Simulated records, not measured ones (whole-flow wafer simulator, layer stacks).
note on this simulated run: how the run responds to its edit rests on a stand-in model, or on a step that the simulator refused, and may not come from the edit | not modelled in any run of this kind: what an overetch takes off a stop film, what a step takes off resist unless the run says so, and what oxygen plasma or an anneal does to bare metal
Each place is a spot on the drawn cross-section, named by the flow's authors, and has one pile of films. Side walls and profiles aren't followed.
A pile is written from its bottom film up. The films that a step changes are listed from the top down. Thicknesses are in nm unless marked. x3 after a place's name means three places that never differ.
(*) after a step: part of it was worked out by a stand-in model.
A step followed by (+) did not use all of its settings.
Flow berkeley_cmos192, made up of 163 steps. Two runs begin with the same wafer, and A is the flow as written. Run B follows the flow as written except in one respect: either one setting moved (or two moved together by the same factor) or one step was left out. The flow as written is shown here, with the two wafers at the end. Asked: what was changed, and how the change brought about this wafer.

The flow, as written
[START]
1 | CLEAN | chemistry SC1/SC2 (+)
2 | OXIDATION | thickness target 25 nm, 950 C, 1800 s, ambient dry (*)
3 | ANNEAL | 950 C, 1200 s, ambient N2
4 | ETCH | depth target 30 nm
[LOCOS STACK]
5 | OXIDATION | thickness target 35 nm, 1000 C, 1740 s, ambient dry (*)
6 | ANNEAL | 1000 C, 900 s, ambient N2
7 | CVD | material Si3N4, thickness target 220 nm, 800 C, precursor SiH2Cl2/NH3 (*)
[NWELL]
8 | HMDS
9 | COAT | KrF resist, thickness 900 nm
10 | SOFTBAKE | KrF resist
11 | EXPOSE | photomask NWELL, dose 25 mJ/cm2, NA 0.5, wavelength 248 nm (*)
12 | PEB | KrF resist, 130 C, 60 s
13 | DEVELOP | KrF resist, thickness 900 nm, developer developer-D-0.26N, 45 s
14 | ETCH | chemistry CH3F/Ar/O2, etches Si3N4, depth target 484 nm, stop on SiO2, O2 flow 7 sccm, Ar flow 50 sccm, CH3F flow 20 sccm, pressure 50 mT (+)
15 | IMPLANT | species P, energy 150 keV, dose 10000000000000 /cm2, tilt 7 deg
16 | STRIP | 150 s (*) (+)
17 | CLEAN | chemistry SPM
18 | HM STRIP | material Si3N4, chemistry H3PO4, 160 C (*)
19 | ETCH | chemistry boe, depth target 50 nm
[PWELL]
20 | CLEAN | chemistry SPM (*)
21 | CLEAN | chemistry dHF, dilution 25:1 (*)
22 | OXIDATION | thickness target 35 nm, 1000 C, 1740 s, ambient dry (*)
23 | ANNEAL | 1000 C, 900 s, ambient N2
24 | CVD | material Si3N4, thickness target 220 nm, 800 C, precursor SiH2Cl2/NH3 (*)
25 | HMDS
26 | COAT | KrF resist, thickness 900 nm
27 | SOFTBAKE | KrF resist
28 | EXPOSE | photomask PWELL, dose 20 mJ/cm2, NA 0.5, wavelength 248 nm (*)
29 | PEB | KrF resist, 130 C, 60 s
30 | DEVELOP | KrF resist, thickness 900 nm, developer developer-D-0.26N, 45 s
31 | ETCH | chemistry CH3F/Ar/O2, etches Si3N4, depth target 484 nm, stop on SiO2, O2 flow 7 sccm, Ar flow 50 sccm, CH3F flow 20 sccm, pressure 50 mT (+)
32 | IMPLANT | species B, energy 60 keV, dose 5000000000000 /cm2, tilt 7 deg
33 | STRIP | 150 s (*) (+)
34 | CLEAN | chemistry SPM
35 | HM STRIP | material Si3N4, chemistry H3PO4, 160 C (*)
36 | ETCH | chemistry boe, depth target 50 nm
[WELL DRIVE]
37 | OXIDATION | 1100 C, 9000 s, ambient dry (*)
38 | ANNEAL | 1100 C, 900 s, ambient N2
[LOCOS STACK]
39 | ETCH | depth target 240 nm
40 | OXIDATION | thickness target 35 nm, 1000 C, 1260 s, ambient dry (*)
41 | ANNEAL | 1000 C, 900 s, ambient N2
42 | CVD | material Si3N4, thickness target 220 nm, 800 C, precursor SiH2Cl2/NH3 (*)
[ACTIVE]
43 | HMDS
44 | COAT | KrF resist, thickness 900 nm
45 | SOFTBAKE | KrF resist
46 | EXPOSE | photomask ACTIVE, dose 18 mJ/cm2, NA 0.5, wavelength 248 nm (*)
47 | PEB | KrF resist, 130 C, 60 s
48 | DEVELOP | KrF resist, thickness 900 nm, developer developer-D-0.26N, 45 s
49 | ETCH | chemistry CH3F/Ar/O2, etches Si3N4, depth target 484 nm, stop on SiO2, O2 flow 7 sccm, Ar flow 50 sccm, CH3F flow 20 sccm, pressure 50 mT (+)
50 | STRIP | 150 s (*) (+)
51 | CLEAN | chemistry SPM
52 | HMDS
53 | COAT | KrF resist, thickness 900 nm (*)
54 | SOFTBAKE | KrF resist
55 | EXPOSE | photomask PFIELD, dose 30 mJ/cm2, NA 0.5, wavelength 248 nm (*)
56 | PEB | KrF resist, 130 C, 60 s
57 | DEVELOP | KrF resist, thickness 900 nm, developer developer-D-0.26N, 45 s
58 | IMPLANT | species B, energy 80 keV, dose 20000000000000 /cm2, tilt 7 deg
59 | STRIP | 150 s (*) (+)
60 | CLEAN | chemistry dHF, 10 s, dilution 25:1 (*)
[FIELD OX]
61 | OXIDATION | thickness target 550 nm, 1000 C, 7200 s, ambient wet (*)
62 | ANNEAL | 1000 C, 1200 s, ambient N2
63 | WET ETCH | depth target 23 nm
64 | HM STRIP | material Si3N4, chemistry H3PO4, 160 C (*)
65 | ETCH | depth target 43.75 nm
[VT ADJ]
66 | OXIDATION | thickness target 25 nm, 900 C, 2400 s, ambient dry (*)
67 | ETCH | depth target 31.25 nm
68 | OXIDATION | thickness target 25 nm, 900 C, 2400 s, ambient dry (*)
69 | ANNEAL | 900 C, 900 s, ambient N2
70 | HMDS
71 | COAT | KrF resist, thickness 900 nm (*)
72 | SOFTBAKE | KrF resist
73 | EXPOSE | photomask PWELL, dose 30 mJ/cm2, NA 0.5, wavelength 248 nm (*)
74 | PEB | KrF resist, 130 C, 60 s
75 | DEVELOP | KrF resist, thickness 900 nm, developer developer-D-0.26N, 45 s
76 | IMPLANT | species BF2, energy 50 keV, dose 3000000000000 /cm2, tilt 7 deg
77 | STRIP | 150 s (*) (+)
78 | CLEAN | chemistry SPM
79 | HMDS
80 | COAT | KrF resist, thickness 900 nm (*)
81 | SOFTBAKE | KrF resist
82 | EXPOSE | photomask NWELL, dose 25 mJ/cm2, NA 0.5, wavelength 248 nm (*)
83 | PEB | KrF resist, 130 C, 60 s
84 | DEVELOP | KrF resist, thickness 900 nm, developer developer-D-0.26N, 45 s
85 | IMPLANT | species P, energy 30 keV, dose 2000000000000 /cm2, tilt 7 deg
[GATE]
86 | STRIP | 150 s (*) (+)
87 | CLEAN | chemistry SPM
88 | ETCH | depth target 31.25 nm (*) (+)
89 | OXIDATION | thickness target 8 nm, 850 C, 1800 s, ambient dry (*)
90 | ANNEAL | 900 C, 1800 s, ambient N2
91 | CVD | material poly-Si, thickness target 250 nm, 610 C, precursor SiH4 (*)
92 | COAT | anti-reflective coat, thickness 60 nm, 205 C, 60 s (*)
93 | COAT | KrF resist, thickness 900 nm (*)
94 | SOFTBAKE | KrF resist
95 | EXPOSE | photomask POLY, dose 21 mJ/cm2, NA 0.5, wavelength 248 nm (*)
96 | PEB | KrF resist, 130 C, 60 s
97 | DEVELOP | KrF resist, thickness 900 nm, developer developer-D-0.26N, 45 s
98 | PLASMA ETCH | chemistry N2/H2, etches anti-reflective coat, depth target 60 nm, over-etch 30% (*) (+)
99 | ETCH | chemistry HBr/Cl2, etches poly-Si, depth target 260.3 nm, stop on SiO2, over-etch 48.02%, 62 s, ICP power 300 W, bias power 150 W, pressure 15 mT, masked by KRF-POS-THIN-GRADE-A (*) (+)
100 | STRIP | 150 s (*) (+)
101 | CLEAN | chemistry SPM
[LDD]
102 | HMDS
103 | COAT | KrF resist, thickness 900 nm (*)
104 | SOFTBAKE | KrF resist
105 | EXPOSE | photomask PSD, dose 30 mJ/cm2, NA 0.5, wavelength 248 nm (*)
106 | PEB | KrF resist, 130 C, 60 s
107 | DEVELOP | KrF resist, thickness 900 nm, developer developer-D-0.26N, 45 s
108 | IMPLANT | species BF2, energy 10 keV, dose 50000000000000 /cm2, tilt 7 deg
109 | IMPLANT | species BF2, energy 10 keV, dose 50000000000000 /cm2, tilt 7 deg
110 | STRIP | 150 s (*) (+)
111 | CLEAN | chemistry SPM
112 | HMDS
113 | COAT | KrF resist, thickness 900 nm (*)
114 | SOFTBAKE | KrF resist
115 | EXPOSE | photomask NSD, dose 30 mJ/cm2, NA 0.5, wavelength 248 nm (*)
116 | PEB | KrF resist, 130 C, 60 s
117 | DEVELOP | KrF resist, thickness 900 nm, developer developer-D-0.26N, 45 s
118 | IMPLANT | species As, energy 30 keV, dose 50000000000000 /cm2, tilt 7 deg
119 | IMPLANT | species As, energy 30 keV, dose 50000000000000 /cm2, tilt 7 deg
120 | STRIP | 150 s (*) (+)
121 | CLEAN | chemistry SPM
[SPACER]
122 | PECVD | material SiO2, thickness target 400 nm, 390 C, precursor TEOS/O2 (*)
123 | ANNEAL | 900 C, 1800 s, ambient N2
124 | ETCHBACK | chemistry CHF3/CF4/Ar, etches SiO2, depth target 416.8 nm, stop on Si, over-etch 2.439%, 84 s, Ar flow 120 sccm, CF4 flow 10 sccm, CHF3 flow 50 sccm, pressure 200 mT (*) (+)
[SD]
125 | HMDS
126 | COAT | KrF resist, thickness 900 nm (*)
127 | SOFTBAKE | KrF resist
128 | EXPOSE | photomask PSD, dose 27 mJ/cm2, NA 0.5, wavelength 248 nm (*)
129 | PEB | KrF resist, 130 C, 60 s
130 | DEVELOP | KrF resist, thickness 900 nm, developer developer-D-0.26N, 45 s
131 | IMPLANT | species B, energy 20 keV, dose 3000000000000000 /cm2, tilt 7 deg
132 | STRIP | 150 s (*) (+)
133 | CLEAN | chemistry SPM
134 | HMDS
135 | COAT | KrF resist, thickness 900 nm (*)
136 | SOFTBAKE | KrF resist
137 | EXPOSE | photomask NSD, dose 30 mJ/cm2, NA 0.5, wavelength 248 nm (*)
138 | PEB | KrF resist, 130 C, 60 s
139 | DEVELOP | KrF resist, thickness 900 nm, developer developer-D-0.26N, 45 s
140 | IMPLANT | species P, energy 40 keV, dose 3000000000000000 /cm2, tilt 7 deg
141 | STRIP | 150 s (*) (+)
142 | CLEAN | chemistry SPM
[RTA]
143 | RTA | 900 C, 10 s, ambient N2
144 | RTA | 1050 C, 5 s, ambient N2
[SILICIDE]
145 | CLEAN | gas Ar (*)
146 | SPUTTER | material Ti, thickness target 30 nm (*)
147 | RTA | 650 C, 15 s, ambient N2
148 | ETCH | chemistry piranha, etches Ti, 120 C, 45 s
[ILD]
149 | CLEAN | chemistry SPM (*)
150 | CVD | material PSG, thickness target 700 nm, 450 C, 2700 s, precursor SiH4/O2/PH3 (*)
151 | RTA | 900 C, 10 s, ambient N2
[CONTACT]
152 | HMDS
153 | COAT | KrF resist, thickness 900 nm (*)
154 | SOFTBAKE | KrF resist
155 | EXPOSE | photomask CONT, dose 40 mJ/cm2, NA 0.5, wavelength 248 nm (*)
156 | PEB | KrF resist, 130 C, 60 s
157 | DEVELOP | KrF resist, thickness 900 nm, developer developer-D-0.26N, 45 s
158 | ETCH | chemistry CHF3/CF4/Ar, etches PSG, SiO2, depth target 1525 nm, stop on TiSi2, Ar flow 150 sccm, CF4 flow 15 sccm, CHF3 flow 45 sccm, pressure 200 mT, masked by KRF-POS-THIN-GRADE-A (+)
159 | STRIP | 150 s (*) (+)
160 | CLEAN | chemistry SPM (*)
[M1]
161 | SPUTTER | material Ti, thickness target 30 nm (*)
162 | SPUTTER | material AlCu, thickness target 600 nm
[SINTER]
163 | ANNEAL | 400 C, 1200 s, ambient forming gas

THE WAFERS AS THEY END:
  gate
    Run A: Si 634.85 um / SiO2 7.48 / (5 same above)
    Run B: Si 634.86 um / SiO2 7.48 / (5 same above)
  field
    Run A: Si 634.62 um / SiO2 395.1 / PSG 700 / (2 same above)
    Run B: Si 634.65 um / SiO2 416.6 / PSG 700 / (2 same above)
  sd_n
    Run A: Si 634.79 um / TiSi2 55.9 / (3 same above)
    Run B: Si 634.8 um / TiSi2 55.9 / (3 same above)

What caused this: step 39, ETCH: depth target 123 nm was run, while the flow as written has depth target 240 nm.

How this came from the change, step by step:
  39 | ETCH | depth target 240 nm
      field, sd_n, spacer_n and 6 more: A -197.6 SiO2 (all of it) | B -123 SiO2
  40 | OXIDATION | thickness target 35 nm, 1000 C, 1260 s, ambient dry (*)
      field, sd_n, spacer_n and 6 more: A +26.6 SiO2 (new film), -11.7 Si | B +13.1 SiO2, -5.78 Si
  61 | OXIDATION | thickness target 550 nm, 1000 C, 7200 s, ambient wet (*)
      gate_p, m1: A +12.1 SiO2 (new film), -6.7 Si3N4 | B +12.1 SiO2 (new film), -6.7 Si3N4, +0.08 SiO2
      spacer_n: A +12.1 SiO2 (new film), -6.7 Si3N4 | B +12.1 SiO2 (new film), -6.7 Si3N4, +0.12 SiO2, -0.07 Si
      (also at 6 further places)
  65 | ETCH | depth target 43.75 nm
      sd_n, spacer_n, gate, spacer_p, gate_p, contact, m1: A -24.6 SiO2 (all of it) | B -43.8 SiO2
      sd_p: A -24.6 SiO2 (all of it) | B -43.7 SiO2
  66 | OXIDATION | thickness target 25 nm, 900 C, 2400 s, ambient dry (*)
      gate, spacer_p, gate_p, m1: A +14.9 SiO2 (new film), -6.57 Si | B +8.65 SiO2, -3.81 Si
      sd_n: A +14.9 SiO2 (new film), -6.57 Si | B +7.99 SiO2, -3.52 Si
      (also at 3 further places)
  67 | ETCH | depth target 31.25 nm
      spacer_n, gate, sd_p, spacer_p, contact: A -14.9 SiO2 (all of it) | B -31.2 SiO2
      sd_n, gate_p, m1: A -14.9 SiO2 (all of it) | B -31.3 SiO2
  68 | OXIDATION | thickness target 25 nm, 900 C, 2400 s, ambient dry (*)
      spacer_n, spacer_p, contact: A +14.9 SiO2 (new film), -6.57 Si | B +8.6 SiO2, -3.78 Si
      gate, gate_p, m1: A +14.9 SiO2 (new film), -6.57 Si | B +8.6 SiO2, -3.79 Si
      (also at 2 further places)
  88 | ETCH | depth target 31.25 nm (*) (+)
      sd_n, sd_p: A -14.9 SiO2 (all of it) | B -31.2 SiO2
      spacer_n, gate, spacer_p, gate_p, contact, m1: A -14.9 SiO2 (all of it) | B -28.1 SiO2 (all of it)
  89 | OXIDATION | thickness target 8 nm, 850 C, 1800 s, ambient dry (*)
      sd_n: A +7.48 SiO2 (new film), -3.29 Si | B +4.8 SiO2, -2.11 Si
      sd_p: A +7.48 SiO2 (new film), -3.29 Si | B +4.74 SiO2, -2.09 Si
  92 | COAT | anti-reflective coat, thickness 60 nm, 205 C, 60 s (*)
      sd_n: A +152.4 anti-reflective coat (new film) | B +173.7 anti-reflective coat (new film)
      spacer_n: A +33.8 anti-reflective coat (new film) | B +27.3 anti-reflective coat (new film)
      (also at 6 further places)
  93 | COAT | KrF resist, thickness 900 nm (*)
      spacer_n: A +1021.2 KrF resist (new film) | B +1047.6 KrF resist (new film)
      gate: A +1023.8 KrF resist (new film) | B +1050.5 KrF resist (new film)
  97 | DEVELOP | KrF resist, thickness 900 nm, developer developer-D-0.26N, 45 s
      spacer_n: A -1019.5 KrF resist (all of it) | B -1045.9 KrF resist (all of it)
  98 | PLASMA ETCH | chemistry N2/H2, etches anti-reflective coat, depth target 60 nm, over-etch 30% (*) (+)
      field: A -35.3 anti-reflective coat (all of it), -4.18 poly-Si | B -35.4 anti-reflective coat (all of it), -4.88 poly-Si
      sd_n: A -152.4 anti-reflective coat (all of it), -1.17 poly-Si | B -173.7 anti-reflective coat (all of it), -1.34 poly-Si
      (also at 5 further places)
  100 | STRIP | 150 s (*) (+)
      gate: A +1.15 chemical SiO2 (new film), -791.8 KrF resist (all of it), -30 anti-reflective coat (all of it), -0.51 poly-Si | B +1.15 chemical SiO2 (new film), -818.4 KrF resist (all of it), -22.9 anti-reflective coat (all of it), -0.51 poly-Si
      gate_p: A +1.15 chemical SiO2 (new film), -765.1 KrF resist (all of it), -31 anti-reflective coat (all of it), -0.51 poly-Si | B +1.15 chemical SiO2 (new film), -782.4 KrF resist (all of it), -26.8 anti-reflective coat (all of it), -0.51 poly-Si
  126 | COAT | KrF resist, thickness 900 nm (*)
      sd_n: A +999.7 KrF resist (new film) | B +1022.5 KrF resist (new film)
  132 | STRIP | 150 s (*) (+)
      sd_n: A +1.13 chemical SiO2 (new film), -983.9 KrF resist (all of it), -0.5 Si | B +1.12 chemical SiO2 (new film), -1006.6 KrF resist (all of it), -0.49 Si
  ... 7 other steps ...
  162 | SPUTTER | material AlCu, thickness target 600 nm
      sd_p: A +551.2 AlCu (new film) | B +529.9 AlCu (new film)
